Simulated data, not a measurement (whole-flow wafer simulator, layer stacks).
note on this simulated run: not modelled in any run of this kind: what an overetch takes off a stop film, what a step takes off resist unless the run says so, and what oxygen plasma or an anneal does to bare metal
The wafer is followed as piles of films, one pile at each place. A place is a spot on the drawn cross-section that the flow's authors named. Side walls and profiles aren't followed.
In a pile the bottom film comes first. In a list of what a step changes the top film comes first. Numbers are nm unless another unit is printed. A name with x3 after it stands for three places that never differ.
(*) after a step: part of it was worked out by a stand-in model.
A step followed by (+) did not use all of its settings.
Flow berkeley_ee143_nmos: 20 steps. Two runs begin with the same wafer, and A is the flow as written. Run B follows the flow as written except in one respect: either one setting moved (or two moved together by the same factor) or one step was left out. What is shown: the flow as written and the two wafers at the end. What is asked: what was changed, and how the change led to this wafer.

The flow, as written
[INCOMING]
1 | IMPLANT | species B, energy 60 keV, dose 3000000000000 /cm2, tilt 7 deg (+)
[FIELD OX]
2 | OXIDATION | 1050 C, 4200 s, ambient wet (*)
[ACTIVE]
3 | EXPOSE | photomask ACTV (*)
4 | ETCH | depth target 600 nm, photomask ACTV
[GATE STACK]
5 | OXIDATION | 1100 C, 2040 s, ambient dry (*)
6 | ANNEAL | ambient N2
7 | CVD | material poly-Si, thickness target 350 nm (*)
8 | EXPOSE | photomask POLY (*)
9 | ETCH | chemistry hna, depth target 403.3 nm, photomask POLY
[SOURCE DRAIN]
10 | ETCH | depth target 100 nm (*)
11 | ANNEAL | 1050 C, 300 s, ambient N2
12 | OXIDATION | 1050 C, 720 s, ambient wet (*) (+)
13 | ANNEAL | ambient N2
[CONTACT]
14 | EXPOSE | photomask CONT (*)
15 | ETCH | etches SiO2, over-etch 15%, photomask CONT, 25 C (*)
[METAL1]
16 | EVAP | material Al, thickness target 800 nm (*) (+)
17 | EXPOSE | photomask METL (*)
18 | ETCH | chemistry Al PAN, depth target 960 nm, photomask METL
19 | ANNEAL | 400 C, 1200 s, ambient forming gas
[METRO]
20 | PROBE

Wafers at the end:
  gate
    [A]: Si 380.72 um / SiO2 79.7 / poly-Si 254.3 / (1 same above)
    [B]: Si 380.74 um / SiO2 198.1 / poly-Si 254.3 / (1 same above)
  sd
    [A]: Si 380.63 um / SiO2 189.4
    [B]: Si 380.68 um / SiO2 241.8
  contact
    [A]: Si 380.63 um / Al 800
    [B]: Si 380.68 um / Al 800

Cause: step 4, ETCH: depth target 397 nm was run, whereas the flow has depth target 600 nm.

Step by step, how the change led to this:
  4 | ETCH | depth target 600 nm, photomask ACTV
      gate, sd, contact: A -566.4 SiO2 (all of it) | B -397 SiO2
  5 | OXIDATION | 1100 C, 2040 s, ambient dry (*)
      gate, sd, contact: A +79.7 SiO2 (new film), -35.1 Si | B +28.7 SiO2, -12.6 Si
  10 | ETCH | depth target 100 nm (*)
      sd, contact: A -79.7 SiO2 (all of it) | B -100 SiO2
  12 | OXIDATION | 1050 C, 720 s, ambient wet (*) (+)
      sd, contact: A +189.4 SiO2 (new film), -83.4 Si | B +143.7 SiO2, -63.2 Si
  15 | ETCH | etches SiO2, over-etch 15%, photomask CONT, 25 C (*)
      contact: A -189.4 SiO2 (all of it) | B -241.8 SiO2 (all of it)
